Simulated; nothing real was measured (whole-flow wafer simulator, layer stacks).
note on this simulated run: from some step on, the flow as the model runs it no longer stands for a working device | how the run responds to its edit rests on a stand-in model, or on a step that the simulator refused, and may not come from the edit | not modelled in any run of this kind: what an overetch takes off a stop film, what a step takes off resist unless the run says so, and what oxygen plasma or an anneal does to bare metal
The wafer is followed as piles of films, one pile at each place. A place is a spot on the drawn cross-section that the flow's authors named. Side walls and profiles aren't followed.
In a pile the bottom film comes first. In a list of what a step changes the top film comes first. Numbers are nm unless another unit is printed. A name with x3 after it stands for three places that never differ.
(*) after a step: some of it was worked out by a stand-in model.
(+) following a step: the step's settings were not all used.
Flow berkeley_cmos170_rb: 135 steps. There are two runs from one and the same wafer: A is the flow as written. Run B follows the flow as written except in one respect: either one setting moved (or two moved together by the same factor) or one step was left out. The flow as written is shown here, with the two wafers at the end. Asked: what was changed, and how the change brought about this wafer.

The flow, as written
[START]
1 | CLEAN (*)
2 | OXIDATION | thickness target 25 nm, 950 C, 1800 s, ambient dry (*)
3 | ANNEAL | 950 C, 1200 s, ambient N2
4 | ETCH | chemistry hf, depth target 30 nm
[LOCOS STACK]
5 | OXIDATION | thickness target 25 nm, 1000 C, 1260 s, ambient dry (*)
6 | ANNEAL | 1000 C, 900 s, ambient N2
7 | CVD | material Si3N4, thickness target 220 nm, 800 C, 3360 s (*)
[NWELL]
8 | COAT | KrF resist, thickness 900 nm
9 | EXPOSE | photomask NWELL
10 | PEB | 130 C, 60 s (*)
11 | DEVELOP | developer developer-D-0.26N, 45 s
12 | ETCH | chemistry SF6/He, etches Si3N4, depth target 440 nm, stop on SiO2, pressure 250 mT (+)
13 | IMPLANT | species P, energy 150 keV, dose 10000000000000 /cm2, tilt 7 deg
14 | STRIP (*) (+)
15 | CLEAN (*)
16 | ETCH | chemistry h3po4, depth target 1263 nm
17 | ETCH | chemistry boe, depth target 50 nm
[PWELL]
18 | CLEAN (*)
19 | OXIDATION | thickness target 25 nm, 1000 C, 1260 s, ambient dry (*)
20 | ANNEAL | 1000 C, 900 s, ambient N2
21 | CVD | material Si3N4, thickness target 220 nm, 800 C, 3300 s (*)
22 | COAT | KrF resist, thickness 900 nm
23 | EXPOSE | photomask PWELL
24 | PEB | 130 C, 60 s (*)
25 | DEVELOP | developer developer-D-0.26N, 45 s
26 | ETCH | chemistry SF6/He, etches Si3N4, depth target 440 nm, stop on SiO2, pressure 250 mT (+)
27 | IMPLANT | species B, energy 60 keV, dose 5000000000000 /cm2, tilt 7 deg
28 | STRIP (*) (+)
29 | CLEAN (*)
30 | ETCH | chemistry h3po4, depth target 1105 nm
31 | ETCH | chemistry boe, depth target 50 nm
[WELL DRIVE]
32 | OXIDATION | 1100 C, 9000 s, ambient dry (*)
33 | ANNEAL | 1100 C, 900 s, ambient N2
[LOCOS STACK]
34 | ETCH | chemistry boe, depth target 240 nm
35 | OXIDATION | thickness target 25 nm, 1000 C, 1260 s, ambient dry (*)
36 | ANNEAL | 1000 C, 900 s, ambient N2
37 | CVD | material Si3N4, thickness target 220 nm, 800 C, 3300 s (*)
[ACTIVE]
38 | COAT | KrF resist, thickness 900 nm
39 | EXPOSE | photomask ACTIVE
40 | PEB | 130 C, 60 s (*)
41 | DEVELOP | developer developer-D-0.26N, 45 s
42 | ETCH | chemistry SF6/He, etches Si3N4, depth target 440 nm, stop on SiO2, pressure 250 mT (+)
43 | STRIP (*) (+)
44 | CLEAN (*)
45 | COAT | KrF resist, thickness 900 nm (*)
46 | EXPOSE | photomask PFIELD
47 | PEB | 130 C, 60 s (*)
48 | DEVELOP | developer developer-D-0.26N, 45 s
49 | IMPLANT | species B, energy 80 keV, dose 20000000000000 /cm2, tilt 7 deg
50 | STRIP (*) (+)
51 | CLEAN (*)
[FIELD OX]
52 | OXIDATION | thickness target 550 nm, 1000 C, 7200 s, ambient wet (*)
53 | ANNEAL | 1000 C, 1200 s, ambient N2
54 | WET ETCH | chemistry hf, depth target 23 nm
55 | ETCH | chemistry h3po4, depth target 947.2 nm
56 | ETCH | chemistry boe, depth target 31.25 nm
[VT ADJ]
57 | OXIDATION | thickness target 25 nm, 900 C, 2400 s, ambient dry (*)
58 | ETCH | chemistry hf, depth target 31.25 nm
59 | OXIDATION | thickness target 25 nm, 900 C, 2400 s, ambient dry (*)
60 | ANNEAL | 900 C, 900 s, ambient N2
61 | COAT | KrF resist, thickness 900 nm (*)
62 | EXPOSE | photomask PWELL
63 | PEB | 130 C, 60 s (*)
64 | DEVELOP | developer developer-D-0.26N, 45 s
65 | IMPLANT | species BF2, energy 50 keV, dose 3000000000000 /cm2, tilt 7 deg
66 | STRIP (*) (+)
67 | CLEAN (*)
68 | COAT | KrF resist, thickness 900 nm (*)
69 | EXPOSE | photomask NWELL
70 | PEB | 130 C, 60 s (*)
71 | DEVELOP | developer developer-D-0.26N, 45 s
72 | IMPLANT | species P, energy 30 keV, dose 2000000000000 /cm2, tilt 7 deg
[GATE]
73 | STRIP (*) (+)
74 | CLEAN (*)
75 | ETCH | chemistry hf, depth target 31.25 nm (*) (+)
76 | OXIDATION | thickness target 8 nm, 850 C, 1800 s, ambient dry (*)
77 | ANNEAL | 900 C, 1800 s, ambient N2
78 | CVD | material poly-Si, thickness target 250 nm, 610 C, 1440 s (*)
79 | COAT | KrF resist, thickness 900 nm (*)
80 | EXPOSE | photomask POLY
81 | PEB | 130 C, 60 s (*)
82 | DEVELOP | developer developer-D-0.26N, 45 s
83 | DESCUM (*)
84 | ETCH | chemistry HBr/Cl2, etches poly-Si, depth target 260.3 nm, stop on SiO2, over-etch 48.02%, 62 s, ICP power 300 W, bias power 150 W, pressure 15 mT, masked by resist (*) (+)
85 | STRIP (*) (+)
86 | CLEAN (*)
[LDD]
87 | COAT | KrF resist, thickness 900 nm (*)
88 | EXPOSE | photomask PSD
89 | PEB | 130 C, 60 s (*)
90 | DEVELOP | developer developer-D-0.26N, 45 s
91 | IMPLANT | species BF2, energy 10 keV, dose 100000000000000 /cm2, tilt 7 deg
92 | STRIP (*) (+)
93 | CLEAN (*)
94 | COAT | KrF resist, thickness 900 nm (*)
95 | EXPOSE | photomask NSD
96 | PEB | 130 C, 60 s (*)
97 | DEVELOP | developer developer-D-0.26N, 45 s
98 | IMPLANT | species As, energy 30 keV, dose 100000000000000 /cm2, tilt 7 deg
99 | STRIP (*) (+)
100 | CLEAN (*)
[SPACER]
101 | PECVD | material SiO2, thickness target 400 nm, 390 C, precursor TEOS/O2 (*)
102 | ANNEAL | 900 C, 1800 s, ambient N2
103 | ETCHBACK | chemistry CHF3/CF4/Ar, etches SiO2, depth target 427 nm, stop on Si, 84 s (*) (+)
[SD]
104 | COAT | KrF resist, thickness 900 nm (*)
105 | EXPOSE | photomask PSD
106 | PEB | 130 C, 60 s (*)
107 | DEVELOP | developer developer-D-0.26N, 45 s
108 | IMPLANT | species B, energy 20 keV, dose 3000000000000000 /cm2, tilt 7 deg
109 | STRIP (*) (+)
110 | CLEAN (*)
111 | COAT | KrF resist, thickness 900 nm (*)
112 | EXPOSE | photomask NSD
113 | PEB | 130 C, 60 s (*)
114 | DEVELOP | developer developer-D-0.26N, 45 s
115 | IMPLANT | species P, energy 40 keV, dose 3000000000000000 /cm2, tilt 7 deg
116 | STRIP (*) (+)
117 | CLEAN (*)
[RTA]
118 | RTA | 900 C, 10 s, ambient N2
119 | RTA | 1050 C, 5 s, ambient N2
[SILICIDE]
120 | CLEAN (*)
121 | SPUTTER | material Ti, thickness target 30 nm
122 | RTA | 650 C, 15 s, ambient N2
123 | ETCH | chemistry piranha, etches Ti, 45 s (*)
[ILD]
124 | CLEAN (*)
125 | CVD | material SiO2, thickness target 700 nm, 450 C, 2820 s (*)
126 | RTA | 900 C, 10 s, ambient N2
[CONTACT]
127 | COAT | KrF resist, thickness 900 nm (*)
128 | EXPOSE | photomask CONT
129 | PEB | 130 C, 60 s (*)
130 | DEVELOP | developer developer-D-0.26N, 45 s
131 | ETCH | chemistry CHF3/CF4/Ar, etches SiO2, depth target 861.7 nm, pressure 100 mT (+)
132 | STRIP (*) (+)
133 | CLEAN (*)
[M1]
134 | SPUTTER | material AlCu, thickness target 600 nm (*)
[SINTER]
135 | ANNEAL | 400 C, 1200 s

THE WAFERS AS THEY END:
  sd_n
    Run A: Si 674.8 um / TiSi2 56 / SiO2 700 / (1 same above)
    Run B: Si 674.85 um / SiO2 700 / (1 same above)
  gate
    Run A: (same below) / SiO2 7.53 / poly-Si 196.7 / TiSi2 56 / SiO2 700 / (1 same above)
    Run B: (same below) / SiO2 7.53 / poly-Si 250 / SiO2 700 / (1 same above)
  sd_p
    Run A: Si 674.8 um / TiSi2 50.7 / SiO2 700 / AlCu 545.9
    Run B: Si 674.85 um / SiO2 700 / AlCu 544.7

The reason: step 122, RTA: 650 C, 15 s, ambient N2, was omitted.

How this came from the change, step by step:
  123 | ETCH | chemistry piranha, etches Ti, 45 s (*)
      sd_n, gate, gate_p, contact, m1: A Ti loses 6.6 (all of it) | B Ti loses 30 (all of it)
      sd_p: A Ti loses 5.96 (all of it) | B Ti loses 27.1 (all of it)
  126 | RTA | 900 C, 10 s, ambient N2
      sd_n, contact, m1: A under 1 film: TiSi2 gains 56 (new film), TiSi first loses 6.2 (all of it), TiSi2 C49 loses 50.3 (all of it), Si loses 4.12 | B nothing
      gate, gate_p: A under 1 film: TiSi2 gains 56 (new film), TiSi first loses 6.2 (all of it), TiSi2 C49 loses 50.3 (all of it), poly-Si loses 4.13 | B nothing
      (also at 1 further place)
  131 | ETCH | chemistry CHF3/CF4/Ar, etches SiO2, depth target 861.7 nm, pressure 100 mT (+)
      contact: A SiO2 loses 700 (all of it), TiSi2 loses 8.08 | B SiO2 loses 700 (all of it), Si loses 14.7
